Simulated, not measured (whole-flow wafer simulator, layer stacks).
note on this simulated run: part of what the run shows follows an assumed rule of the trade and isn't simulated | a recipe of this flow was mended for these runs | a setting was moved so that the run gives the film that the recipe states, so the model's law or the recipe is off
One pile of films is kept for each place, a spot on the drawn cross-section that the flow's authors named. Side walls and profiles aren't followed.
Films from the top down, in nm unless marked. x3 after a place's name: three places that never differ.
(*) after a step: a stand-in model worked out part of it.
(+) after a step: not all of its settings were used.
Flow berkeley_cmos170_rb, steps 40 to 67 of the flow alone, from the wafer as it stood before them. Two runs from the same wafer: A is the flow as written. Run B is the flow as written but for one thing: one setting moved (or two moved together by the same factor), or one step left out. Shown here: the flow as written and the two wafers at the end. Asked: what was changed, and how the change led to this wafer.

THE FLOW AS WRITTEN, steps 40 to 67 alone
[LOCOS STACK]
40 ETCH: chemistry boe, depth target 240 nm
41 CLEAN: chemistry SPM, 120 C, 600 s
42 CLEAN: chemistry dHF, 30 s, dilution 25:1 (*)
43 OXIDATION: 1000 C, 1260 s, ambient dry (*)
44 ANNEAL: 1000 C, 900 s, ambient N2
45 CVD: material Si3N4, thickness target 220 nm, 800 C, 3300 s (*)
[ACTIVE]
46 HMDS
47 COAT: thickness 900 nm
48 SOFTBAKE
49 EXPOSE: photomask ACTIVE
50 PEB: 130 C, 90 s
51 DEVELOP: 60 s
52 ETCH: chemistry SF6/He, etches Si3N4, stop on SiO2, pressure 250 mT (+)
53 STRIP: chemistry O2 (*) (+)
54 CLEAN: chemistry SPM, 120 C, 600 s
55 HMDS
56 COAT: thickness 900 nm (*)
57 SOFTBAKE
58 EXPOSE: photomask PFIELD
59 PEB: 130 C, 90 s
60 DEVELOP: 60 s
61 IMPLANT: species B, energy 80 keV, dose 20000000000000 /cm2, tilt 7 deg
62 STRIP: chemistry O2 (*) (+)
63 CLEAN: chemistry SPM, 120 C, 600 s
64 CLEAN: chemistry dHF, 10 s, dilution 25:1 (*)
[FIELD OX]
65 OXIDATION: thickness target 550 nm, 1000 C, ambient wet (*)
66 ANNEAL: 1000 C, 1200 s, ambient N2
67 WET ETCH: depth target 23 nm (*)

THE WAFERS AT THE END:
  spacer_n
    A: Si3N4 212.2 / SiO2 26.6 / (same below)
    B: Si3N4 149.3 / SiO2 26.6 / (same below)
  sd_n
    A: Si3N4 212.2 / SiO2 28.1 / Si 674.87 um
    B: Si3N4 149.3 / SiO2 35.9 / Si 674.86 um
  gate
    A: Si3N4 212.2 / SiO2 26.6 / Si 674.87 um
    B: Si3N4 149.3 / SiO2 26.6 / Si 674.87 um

The cause: step 45, CVD: 777 C was run, where the flow has 800 C.

How the change led to this, step by step:
  45 CVD: material Si3N4, thickness target 220 nm, 800 C, 3300 s (*)
      field, sd_n, spacer_n and 6 more: A Si3N4 +220 (new film) | B Si3N4 +157.1 (new film)
  52 ETCH: chemistry SF6/He, etches Si3N4, stop on SiO2, pressure 250 mT (+)
      sd_n, spacer_n, gate, sd_p, spacer_p, gate_p, contact, m1: A KrF-resist -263 | B KrF-resist -194.7
      field: A Si3N4 -220 (all of it), SiO2 -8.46 | B Si3N4 -157.1 (all of it), SiO2 -8.46
  53 STRIP: chemistry O2 (*) (+)
      sd_n, spacer_n, gate, sd_p, spacer_p, gate_p, contact, m1: A KrF-resist -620 (all of it) | B KrF-resist -688.4 (all of it)
  56 COAT: thickness 900 nm (*)
      sd_n: A KrF-resist +782.7 (new film) | B KrF-resist +814.8 (new film)
      spacer_n: A KrF-resist +816.2 (new film) | B KrF-resist +838.5 (new film)
      (and at 6 more places)
  62 STRIP: chemistry O2 (*) (+)
      sd_n: A KrF-resist -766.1 (all of it) | B KrF-resist -798.1 (all of it)
      spacer_n: A KrF-resist -799.5 (all of it) | B KrF-resist -821.7 (all of it)
      (and at 6 more places)
  65 OXIDATION: thickness target 550 nm, 1000 C, ambient wet (*)
      gate: A SiO2 +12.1 (new film), Si3N4 -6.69, SiO2 +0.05, Si -0.05 | B SiO2 +12.1 (new film), Si3N4 -6.69
      sd_n: A SiO2 +12.1 (new film), Si3N4 -6.69, SiO2 +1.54, Si -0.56 | B SiO2 +12.1 (new film), Si3N4 -6.69, SiO2 +9.37, Si -4.1
      (and at 1 more place)
